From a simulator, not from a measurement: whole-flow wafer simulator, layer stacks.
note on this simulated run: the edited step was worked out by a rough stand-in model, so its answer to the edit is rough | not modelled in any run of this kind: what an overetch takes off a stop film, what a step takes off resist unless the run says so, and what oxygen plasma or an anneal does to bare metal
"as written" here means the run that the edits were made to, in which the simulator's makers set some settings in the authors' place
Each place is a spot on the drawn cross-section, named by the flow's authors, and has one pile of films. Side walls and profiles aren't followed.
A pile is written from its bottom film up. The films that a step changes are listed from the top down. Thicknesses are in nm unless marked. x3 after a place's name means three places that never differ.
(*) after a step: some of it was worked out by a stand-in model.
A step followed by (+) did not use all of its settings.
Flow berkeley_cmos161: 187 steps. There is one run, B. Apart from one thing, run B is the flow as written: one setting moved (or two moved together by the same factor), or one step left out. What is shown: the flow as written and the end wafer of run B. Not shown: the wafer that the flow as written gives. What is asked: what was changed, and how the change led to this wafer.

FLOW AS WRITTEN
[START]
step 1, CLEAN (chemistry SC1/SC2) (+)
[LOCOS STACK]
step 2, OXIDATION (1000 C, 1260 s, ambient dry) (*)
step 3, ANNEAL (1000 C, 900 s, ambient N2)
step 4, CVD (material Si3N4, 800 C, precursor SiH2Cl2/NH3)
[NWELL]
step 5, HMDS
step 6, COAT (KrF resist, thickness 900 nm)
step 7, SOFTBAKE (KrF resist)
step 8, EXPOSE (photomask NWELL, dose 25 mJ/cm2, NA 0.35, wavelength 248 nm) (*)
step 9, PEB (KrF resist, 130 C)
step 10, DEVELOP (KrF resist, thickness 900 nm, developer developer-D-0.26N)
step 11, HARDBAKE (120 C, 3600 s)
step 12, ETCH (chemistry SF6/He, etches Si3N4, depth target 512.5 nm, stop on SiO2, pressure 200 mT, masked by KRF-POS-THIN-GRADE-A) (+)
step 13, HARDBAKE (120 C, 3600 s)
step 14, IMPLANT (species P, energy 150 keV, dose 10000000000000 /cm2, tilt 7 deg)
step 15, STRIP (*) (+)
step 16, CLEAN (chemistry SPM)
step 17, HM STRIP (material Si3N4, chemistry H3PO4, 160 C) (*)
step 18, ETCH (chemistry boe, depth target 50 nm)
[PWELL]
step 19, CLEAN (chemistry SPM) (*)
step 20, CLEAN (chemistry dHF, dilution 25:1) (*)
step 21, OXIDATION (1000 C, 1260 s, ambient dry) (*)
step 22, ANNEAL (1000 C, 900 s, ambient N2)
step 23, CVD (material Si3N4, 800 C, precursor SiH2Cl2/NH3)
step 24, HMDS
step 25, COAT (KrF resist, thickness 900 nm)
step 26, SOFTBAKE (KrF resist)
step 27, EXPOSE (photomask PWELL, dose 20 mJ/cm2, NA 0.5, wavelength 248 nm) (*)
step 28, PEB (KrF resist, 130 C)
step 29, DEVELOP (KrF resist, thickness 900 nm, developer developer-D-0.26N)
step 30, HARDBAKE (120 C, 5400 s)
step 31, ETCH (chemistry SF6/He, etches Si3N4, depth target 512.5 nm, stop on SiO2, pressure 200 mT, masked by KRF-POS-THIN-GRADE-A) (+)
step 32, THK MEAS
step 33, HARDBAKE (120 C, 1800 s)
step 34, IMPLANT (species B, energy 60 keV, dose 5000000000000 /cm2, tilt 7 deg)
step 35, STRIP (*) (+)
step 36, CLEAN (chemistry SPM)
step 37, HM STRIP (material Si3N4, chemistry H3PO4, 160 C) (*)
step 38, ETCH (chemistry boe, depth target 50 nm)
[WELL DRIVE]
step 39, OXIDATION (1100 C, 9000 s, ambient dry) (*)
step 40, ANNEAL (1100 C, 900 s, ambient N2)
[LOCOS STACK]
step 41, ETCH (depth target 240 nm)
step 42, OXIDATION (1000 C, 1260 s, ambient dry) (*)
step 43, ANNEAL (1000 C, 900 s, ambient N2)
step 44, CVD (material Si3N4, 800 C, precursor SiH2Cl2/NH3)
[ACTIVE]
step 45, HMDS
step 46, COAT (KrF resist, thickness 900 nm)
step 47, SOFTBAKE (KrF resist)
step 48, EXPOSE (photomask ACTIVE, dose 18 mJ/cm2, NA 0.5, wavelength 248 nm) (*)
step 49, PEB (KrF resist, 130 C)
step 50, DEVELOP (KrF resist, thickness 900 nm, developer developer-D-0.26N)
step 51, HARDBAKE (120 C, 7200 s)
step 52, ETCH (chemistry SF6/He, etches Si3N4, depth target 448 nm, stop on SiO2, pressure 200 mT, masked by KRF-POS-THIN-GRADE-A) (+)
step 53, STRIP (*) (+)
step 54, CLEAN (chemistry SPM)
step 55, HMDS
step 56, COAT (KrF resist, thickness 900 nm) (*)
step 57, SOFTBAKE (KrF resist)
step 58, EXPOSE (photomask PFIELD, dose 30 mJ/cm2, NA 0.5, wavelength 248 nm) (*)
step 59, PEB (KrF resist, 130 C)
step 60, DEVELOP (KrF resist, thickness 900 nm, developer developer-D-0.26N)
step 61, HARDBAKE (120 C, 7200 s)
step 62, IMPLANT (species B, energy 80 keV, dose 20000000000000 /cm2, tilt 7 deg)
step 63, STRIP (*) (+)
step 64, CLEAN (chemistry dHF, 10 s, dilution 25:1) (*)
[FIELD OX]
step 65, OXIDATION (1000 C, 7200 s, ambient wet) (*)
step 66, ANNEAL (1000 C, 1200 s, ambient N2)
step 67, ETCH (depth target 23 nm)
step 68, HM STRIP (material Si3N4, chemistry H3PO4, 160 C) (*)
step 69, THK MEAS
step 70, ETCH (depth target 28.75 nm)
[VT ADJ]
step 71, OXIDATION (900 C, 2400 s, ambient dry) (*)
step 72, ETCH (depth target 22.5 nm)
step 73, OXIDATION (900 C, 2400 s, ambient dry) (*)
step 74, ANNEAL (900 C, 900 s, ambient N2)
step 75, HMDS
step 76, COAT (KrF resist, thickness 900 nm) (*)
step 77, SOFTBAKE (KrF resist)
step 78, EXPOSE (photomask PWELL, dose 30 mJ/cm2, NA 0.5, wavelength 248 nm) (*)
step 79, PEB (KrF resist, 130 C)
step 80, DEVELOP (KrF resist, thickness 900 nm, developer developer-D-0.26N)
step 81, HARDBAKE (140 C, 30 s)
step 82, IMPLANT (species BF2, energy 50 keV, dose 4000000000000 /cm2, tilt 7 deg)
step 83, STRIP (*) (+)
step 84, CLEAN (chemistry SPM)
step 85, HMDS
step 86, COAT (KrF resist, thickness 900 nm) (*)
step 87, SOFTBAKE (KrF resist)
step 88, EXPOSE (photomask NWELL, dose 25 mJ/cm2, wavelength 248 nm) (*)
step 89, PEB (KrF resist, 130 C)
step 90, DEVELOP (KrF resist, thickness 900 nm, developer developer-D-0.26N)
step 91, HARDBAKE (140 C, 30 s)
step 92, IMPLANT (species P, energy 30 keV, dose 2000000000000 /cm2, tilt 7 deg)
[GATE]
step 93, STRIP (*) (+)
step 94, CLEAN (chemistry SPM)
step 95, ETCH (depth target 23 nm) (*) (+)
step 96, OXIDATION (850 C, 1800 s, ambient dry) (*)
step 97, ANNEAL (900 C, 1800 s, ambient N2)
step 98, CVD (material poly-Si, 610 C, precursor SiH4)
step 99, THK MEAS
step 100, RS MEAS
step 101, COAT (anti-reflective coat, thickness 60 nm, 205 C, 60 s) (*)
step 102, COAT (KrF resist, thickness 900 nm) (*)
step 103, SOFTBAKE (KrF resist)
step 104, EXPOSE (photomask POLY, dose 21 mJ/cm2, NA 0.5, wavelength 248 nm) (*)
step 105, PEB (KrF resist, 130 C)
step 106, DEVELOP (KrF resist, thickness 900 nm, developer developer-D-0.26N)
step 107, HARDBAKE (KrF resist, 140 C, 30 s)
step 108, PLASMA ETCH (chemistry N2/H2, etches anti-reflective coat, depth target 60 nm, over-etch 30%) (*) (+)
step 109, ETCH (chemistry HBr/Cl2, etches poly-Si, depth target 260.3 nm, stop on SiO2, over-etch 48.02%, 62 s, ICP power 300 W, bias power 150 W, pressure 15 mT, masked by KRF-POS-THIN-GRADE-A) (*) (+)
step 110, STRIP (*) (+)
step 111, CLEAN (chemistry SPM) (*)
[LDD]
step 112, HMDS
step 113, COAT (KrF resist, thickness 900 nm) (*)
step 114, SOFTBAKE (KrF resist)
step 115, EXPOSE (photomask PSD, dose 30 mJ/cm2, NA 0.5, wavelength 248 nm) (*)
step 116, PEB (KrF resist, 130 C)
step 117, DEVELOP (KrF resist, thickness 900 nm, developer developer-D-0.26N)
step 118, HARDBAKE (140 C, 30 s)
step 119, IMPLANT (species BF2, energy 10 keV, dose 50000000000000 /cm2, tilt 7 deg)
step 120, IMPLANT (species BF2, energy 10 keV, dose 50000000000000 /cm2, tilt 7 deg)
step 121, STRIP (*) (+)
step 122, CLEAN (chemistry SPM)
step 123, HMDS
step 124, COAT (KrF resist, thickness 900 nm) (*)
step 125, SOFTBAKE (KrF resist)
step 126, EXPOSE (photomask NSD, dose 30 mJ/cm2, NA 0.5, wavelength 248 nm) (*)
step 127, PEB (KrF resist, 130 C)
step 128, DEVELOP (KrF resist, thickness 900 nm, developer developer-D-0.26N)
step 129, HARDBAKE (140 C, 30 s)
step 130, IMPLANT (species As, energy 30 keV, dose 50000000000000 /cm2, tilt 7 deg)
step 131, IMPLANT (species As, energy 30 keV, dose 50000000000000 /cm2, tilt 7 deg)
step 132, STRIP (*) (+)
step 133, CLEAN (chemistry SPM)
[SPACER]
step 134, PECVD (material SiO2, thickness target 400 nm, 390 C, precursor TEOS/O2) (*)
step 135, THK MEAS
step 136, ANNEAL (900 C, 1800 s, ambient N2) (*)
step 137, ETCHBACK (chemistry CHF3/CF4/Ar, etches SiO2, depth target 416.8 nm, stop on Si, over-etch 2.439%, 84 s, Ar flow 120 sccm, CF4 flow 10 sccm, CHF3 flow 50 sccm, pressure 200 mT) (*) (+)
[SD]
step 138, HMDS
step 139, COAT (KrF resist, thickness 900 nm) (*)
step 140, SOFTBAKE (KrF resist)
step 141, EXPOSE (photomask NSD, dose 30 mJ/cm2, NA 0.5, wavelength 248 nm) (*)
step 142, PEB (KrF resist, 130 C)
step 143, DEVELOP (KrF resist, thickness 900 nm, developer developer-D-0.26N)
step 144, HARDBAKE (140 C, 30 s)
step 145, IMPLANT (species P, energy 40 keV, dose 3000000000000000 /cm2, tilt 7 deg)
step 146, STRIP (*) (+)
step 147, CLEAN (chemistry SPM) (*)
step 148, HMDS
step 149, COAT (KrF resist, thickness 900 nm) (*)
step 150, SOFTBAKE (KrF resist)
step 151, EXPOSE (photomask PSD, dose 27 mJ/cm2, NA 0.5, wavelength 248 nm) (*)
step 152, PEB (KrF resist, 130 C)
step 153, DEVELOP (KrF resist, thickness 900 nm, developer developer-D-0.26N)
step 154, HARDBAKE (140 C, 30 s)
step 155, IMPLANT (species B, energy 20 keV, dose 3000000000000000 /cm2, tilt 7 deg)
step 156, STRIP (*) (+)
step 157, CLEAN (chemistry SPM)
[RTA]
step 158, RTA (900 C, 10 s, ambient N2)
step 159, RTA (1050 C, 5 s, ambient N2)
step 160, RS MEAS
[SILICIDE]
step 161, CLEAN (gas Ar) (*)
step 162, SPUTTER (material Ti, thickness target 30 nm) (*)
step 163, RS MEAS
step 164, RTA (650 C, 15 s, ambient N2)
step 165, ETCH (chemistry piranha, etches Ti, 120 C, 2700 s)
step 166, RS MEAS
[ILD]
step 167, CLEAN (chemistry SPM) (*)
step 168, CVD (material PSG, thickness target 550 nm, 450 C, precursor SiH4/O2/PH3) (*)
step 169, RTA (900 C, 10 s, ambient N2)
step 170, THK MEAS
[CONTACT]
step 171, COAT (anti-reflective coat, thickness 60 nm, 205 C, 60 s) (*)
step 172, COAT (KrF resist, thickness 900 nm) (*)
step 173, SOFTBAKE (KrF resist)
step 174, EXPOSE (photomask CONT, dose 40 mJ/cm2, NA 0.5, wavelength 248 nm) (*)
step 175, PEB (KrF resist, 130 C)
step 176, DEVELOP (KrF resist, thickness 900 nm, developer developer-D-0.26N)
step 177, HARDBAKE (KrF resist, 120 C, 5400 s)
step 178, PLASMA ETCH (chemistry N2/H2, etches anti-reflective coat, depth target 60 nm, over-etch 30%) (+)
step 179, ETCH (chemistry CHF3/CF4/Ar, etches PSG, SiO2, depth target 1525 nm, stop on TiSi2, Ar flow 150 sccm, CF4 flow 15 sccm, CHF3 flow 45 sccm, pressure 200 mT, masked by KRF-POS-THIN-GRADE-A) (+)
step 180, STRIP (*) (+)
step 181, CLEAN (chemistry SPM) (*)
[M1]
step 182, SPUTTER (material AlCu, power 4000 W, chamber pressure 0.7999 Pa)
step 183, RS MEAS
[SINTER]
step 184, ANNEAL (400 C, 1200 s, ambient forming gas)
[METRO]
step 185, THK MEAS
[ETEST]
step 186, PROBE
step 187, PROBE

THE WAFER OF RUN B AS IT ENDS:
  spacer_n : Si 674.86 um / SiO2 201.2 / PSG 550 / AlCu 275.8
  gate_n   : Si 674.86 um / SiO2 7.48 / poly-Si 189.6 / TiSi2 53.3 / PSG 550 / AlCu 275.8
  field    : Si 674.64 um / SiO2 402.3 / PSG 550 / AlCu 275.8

Cause: step 137, ETCHBACK: over-etch 3.902% was run, though the flow has over-etch 2.439%.

The path from the change to this, step by step:
  step 137, ETCHBACK (chemistry CHF3/CF4/Ar, etches SiO2, depth target 416.8 nm, stop on Si, over-etch 2.439%, 84 s, Ar flow 120 sccm, CF4 flow 10 sccm, CHF3 flow 50 sccm, pressure 200 mT) (*) (+)
      spacer_n, spacer_p: -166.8 SiO2 (as written it would have been: -160.7 SiO2)
      gate_n, gate_p: -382 SiO2 (all of it), -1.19 chemical SiO2 (all of it), -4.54 poly-Si (as written it would have been: -382 SiO2 (all of it), -1.19 chemical SiO2 (all of it), -3.98 poly-Si)
  step 171, COAT (anti-reflective coat, thickness 60 nm, 205 C, 60 s) (*)
      sd_n: +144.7 anti-reflective coat (new film) (as written it would have been: +149.7 anti-reflective coat (new film))
      gate_n: +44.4 anti-reflective coat (new film) (as written it would have been: +46.1 anti-reflective coat (new film))
      (and at 2 other places as well)
  step 180, STRIP (*) (+)
      sd_n: -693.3 KrF resist (all of it), -144.7 anti-reflective coat (all of it) (as written it would have been: -692.5 KrF resist (all of it), -149.7 anti-reflective coat (all of it))
      gate_n: -586.6 KrF resist (all of it), -44.4 anti-reflective coat (all of it) (as written it would have been: -589.4 KrF resist (all of it), -46.1 anti-reflective coat (all of it))
      (and at 2 other places as well)
